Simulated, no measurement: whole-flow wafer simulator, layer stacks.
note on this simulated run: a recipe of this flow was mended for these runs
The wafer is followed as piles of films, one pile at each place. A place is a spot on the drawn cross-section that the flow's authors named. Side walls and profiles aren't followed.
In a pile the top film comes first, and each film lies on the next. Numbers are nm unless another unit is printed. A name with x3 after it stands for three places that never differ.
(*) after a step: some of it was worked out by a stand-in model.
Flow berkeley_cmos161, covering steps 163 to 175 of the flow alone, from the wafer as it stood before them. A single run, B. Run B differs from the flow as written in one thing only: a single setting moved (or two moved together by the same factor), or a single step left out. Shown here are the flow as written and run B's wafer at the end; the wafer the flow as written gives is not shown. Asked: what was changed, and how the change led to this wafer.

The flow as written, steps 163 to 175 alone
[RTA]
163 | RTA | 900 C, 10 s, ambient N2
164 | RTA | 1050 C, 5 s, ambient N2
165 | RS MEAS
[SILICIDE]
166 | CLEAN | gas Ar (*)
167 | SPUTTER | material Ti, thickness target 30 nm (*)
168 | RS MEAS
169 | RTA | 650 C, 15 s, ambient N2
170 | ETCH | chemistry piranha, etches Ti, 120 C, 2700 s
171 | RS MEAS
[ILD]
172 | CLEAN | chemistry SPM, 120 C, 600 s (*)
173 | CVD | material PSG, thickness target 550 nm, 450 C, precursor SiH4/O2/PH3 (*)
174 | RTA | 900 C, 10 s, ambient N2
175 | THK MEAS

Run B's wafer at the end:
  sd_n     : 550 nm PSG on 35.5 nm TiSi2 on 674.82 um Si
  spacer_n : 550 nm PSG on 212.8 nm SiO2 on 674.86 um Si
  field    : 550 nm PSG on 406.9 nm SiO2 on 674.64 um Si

Cause: step 166, CLEAN: gas Ar (*), was not run.

Step by step, how the change led to this:
  169 | RTA | 650 C, 15 s, ambient N2
      sd_n, contact x2: -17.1 Ti, +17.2 TiSi first (new film), +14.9 TiSi2 C49 (new film), -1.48 chemical SiO2 (all of it), -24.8 Si (in the flow as written it would be: -23.4 Ti, +6.2 TiSi first (new film), +50.3 TiSi2 C49 (new film), -49 Si)
      gate_n: -17.1 Ti, +17.2 TiSi first (new film), +14.9 TiSi2 C49 (new film), -1.48 chemical SiO2 (all of it), -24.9 poly-Si (in the flow as written it would be: -23.4 Ti, +6.2 TiSi first (new film), +50.3 TiSi2 C49 (new film), -49.2 poly-Si)
      (as well as at 2 more places)
  170 | ETCH | chemistry piranha, etches Ti, 120 C, 2700 s
      sd_n, gate_n, sd_p, gate_p, contact x2: -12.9 Ti (all of it), -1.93 TiSi first (in the flow as written it would be: -6.6 Ti (all of it), -1.93 TiSi first)
  174 | RTA | 900 C, 10 s, ambient N2
      sd_n, contact x2: under 1 film: +35.5 TiSi2 (new film), -15.3 TiSi first (all of it), -14.9 TiSi2 C49 (all of it), -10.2 Si (in the flow as written it would be: under 1 film: +53.3 TiSi2 (new film), -4.27 TiSi first (all of it), -50.3 TiSi2 C49 (all of it), -2.83 Si)
      gate_n: under 1 film: +35.5 TiSi2 (new film), -15.3 TiSi first (all of it), -14.9 TiSi2 C49 (all of it), -10.2 poly-Si (in the flow as written it would be: under 1 film: +53.3 TiSi2 (new film), -4.27 TiSi first (all of it), -50.3 TiSi2 C49 (all of it), -2.85 poly-Si)
      (as well as at 2 more places)
